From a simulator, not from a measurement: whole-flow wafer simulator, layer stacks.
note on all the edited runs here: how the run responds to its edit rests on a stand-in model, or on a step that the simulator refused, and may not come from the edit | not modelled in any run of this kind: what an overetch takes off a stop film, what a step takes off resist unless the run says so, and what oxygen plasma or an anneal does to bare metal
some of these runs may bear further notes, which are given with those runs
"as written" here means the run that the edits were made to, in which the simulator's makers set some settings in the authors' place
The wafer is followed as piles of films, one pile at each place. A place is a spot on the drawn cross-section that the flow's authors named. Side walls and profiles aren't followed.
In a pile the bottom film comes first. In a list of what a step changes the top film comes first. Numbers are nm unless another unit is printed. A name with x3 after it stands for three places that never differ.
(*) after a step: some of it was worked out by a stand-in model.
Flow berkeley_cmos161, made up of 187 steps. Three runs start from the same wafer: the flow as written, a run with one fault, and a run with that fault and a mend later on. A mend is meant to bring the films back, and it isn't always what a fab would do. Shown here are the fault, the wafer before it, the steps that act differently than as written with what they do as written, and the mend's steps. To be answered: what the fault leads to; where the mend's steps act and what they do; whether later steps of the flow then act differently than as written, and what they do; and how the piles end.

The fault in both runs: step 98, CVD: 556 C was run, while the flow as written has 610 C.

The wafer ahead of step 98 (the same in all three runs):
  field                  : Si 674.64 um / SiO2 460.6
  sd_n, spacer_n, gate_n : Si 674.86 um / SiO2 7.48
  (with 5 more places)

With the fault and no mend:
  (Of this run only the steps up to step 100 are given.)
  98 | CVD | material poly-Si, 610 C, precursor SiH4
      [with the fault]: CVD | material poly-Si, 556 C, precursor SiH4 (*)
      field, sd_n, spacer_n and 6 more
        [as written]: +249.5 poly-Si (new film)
        [with the fault]: +72.8 poly-Si (new film)
  Later steps of the flow up to step 100 that are run all act as written at every place that is followed.
  Once step 100 is done, the piles at field, sd_n, spacer_n and 6 more depart from the flow's by more than 2% or 0.5 nm, whichever is larger.
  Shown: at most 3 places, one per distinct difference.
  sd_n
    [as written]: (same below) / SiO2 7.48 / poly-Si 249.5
    [with the fault]: (same below) / SiO2 7.48 / poly-Si 72.8
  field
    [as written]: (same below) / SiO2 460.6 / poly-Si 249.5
    [with the fault]: (same below) / SiO2 460.6 / poly-Si 72.8

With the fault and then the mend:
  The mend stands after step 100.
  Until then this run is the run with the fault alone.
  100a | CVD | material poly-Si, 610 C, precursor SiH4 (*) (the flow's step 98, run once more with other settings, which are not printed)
      field, sd_n, spacer_n and 6 more
        +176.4 poly-Si
  Later steps of the flow that are run all act as written at every place that is followed, up to a difference of at most 2% or 0.5 nm, whichever is larger.
  When the end is reached, the piles differ only a little from the flow's at the places that both follow, at most by 2% or 0.5 nm, whichever is larger.
